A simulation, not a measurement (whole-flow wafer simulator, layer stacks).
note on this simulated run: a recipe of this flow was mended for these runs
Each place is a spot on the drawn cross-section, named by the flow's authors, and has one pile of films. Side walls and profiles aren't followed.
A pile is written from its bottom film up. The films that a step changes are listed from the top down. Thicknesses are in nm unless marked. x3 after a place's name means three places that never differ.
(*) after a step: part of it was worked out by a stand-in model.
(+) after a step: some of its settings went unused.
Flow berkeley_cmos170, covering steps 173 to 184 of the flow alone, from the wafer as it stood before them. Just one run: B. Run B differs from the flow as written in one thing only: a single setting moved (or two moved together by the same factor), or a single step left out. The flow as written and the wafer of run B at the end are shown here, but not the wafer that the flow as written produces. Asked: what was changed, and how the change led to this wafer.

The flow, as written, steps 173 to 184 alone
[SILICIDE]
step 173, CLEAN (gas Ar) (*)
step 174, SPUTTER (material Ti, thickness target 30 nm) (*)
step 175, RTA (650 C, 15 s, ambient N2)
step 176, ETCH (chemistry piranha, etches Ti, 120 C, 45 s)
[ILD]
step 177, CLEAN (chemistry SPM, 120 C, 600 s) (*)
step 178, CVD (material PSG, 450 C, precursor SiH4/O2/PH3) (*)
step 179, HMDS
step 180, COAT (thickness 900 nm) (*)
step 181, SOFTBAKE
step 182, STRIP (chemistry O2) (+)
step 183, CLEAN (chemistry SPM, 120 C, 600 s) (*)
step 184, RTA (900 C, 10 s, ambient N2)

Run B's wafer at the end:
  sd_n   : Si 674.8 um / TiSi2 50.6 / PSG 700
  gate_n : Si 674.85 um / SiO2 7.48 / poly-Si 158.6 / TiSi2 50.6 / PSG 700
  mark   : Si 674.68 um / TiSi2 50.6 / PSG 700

What caused this: step 175, RTA: 6 s was run, though the flow has 15 s.

How this came from the change, step by step:
  step 175, RTA (650 C, 15 s, ambient N2)
      mark, sd_n, sd_p, contact, m1, via1, m2, via2: Ti loses 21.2, TiSi first gains 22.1 (new film), TiSi2 C49 gains 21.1 (new film), Si loses 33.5 (it would be, as written: Ti loses 23.4, TiSi first gains 6.2 (new film), TiSi2 C49 gains 50.3 (new film), Si loses 49)
      gate_n, gate_p: Ti loses 21.2, TiSi first gains 22.1 (new film), TiSi2 C49 gains 21.1 (new film), poly-Si loses 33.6 (it would be, as written: Ti loses 23.4, TiSi first gains 6.2 (new film), TiSi2 C49 gains 50.3 (new film), poly-Si loses 49.2)
  step 176, ETCH (chemistry piranha, etches Ti, 120 C, 45 s)
      mark, sd_n, gate_n and 7 more: Ti loses 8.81 (all of it), TiSi first loses 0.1 (it would be, as written: Ti loses 6.6 (all of it), TiSi first loses 0.1)
  step 184, RTA (900 C, 10 s, ambient N2)
      mark, sd_n, sd_p, contact, m1, via1, m2, via2: under 1 film: TiSi2 gains 50.6 (new film), TiSi first loses 22 (all of it), TiSi2 C49 loses 21.1 (all of it), Si loses 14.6 (it would be, as written: under 1 film: TiSi2 gains 55.9 (new film), TiSi first loses 6.09 (all of it), TiSi2 C49 loses 50.3 (all of it), Si loses 4.05)
      gate_n, gate_p: under 1 film: TiSi2 gains 50.6 (new film), TiSi first loses 22 (all of it), TiSi2 C49 loses 21.1 (all of it), poly-Si loses 14.6 (it would be, as written: under 1 film: TiSi2 gains 55.9 (new film), TiSi first loses 6.09 (all of it), TiSi2 C49 loses 50.3 (all of it), poly-Si loses 4.06)
